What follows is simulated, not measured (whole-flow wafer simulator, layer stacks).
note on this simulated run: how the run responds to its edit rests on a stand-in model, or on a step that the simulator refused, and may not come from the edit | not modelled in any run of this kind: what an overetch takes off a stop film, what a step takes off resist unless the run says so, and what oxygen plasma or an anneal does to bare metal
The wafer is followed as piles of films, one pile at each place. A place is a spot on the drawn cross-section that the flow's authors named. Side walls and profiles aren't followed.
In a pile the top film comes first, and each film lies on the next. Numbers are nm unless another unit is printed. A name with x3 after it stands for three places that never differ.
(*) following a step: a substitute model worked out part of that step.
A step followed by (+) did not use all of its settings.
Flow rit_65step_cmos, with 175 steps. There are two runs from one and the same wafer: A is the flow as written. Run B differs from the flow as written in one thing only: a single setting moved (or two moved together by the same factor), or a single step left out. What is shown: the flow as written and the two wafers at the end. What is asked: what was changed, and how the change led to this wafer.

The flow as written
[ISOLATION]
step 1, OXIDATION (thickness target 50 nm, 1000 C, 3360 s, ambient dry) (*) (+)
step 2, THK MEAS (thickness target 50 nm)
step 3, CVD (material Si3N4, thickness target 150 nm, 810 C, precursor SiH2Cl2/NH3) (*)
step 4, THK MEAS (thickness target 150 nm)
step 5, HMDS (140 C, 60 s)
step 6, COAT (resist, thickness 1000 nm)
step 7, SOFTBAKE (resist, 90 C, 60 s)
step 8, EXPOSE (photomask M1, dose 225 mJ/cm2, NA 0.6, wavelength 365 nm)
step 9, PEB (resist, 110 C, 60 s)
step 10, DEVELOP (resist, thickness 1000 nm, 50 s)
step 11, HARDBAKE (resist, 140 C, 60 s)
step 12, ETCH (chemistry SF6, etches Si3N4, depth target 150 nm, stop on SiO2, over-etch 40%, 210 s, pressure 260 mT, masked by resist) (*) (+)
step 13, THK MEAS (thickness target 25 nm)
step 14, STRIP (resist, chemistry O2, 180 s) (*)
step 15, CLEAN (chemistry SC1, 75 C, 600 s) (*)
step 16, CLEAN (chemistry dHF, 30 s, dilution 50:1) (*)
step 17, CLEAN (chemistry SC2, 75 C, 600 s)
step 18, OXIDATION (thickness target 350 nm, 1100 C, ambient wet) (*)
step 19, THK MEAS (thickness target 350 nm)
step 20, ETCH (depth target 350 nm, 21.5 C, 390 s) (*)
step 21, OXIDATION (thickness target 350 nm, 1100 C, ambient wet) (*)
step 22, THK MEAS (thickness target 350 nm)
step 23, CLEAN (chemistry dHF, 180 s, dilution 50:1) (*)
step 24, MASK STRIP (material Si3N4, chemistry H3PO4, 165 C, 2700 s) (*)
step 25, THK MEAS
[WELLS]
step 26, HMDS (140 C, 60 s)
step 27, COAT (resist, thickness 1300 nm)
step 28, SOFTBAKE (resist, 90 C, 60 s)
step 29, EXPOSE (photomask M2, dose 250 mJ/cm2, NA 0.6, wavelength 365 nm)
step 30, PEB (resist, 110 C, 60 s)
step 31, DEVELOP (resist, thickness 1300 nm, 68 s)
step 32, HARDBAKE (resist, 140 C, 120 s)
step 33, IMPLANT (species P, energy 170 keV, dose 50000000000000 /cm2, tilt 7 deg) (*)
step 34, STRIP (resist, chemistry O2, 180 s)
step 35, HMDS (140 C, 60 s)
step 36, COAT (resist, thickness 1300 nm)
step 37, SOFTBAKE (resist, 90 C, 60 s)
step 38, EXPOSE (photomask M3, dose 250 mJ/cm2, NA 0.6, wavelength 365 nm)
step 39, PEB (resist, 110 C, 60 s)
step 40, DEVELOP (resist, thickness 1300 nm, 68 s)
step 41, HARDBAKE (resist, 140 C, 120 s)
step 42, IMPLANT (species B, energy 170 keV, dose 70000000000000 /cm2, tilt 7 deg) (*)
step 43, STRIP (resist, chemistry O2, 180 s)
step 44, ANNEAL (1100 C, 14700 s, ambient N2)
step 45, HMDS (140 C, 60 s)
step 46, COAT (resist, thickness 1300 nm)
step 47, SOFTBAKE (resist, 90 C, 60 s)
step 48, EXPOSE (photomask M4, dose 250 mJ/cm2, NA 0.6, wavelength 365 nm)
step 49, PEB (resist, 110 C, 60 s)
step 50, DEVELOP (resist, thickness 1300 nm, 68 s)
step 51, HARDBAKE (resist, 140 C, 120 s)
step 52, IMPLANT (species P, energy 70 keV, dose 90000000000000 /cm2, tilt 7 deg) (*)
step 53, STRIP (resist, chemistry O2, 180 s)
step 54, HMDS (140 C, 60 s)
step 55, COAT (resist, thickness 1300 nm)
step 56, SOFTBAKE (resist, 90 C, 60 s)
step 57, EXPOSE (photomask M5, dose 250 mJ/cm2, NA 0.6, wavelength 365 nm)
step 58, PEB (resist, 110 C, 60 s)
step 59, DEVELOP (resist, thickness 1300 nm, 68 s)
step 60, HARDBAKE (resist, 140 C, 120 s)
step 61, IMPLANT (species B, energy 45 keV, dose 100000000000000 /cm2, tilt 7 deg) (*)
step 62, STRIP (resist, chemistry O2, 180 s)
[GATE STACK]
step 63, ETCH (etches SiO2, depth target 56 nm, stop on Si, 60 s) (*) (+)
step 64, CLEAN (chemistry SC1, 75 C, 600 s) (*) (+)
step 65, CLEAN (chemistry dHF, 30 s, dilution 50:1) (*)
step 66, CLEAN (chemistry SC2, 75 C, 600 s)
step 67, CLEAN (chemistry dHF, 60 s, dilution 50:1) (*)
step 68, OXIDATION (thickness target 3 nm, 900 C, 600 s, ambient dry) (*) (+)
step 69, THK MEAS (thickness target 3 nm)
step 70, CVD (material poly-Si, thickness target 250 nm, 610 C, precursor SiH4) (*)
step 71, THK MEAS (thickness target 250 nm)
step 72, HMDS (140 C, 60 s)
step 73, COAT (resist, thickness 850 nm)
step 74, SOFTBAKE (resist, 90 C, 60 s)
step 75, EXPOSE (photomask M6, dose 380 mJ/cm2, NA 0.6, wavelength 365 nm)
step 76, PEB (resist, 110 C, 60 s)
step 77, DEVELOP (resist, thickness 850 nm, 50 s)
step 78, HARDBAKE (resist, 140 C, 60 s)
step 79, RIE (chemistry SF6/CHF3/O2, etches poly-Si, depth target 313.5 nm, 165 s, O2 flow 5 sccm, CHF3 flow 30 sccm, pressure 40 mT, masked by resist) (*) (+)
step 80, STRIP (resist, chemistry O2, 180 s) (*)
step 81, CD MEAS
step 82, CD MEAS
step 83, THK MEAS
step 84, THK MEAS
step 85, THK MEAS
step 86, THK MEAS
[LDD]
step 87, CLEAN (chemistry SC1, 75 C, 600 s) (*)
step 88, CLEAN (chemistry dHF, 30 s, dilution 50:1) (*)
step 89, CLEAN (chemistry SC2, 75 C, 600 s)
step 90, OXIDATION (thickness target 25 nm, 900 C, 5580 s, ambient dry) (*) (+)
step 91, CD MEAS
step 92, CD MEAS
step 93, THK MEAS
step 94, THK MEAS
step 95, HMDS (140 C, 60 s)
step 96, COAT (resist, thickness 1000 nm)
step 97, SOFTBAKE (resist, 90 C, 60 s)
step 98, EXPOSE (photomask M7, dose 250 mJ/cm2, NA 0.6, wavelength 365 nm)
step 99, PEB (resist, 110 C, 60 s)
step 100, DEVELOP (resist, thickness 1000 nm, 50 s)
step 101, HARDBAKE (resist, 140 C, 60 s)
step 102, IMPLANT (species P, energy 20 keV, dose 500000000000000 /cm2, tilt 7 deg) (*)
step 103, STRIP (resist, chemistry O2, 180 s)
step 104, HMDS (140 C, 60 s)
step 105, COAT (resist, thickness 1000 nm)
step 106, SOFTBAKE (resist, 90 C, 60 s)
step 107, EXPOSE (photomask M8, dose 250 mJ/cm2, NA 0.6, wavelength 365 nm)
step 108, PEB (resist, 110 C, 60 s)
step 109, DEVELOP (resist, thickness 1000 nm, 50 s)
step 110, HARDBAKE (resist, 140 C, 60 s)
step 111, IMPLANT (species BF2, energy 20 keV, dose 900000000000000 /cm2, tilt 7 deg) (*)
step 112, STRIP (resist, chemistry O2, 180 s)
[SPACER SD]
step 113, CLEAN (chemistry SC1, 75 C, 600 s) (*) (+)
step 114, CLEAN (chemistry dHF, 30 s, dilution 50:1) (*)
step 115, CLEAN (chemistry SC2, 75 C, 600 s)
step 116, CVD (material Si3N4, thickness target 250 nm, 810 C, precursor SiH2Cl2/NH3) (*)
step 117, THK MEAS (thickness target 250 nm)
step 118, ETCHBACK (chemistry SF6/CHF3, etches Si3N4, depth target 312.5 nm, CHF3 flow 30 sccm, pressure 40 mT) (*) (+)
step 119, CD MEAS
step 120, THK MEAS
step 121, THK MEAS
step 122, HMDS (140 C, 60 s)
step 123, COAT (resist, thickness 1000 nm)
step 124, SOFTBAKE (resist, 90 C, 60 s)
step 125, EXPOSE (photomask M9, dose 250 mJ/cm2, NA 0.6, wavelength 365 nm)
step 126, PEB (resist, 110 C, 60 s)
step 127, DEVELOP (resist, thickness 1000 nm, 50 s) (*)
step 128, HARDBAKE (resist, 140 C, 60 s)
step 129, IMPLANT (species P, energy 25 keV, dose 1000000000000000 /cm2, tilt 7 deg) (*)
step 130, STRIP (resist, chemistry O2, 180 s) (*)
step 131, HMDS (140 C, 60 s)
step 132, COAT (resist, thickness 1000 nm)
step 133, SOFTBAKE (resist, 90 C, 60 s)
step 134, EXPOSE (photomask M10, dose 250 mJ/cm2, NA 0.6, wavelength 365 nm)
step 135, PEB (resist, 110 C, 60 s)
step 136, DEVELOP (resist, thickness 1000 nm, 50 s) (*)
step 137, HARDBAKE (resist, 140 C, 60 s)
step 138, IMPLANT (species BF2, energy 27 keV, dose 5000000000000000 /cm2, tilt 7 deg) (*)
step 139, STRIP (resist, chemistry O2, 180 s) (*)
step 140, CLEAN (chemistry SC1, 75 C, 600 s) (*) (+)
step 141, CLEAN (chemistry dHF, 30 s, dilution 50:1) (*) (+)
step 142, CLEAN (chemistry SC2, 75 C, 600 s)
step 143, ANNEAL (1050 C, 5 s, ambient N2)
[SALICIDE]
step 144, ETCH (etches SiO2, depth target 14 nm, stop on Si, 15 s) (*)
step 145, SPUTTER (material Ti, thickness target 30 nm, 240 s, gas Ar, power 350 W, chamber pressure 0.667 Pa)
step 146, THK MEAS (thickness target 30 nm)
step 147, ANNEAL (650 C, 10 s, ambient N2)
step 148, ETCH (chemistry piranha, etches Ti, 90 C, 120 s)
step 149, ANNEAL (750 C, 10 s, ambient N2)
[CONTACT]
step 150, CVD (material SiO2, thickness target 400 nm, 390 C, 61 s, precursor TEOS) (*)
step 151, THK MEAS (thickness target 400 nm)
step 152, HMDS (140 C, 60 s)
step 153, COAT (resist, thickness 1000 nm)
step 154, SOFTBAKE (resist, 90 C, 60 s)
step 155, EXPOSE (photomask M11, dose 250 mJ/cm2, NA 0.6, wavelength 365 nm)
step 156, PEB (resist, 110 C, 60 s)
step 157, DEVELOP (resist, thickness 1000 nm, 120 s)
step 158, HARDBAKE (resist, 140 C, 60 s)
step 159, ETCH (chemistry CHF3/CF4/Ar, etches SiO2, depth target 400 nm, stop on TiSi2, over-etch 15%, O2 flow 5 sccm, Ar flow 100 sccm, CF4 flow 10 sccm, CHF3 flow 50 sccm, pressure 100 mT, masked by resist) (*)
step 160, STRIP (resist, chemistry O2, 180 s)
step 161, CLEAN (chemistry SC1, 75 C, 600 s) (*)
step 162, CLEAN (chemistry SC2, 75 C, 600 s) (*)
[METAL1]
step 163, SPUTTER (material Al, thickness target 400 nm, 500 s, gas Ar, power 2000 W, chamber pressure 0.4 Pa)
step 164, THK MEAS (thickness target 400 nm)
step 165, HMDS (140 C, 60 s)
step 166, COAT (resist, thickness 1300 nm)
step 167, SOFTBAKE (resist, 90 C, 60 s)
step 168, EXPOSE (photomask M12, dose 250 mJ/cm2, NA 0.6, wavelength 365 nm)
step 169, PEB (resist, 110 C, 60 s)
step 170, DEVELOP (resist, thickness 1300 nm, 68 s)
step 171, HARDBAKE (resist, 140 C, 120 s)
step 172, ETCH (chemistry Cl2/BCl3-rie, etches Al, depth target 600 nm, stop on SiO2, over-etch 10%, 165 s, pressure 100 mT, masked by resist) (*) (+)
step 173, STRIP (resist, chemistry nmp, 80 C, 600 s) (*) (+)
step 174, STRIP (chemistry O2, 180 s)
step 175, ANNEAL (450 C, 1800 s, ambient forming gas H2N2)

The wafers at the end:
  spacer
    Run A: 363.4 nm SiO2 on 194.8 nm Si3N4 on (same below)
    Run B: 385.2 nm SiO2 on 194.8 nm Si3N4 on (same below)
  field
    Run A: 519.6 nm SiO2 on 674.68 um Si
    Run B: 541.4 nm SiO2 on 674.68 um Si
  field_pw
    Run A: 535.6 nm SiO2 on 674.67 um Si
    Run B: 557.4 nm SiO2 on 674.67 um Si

The reason: step 163, SPUTTER: thickness target 574 nm was run, whereas the flow has thickness target 400 nm; step 163, SPUTTER: 717 s was run, where the flow has 500 s.

How this came from the change, step by step:
  step 163, SPUTTER (material Al, thickness target 400 nm, 500 s, gas Ar, power 2000 W, chamber pressure 0.4 Pa)
      field, field_pw, field_p, spacer, spacer_p: A +400 Al (new film) | B +574 Al (new film)
      gate_n, gate_p: A +396 Al (new film) | B +538.7 Al (new film)
      (also at 1 further place)
  step 166, COAT (resist, thickness 1300 nm)
      gate_n: A +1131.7 resist (new film) | B +1165.3 resist (new film)
      gate_p: A +1135.6 resist (new film) | B +1168.7 resist (new film)
  step 169, PEB (resist, 110 C, 60 s)
      gate_n: A -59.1 resist | B -61 resist
      gate_p: A -59.3 resist | B -61.1 resist
  step 170, DEVELOP (resist, thickness 1300 nm, 68 s)
      gate_n: A -1072.6 resist (all of it) | B -1104.3 resist (all of it)
      gate_p: A -1076.3 resist (all of it) | B -1107.5 resist (all of it)
  step 172, ETCH (chemistry Cl2/BCl3-rie, etches Al, depth target 600 nm, stop on SiO2, over-etch 10%, 165 s, pressure 100 mT, masked by resist) (*) (+)
      field, field_pw, field_p, spacer, spacer_p: A -400 Al (all of it), -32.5 SiO2 | B -574 Al (all of it), -10.8 SiO2
      gate_n, gate_p: A -396 Al (all of it), -33 SiO2 | B -538.7 Al (all of it), -15.2 SiO2
      (also at 1 further place)
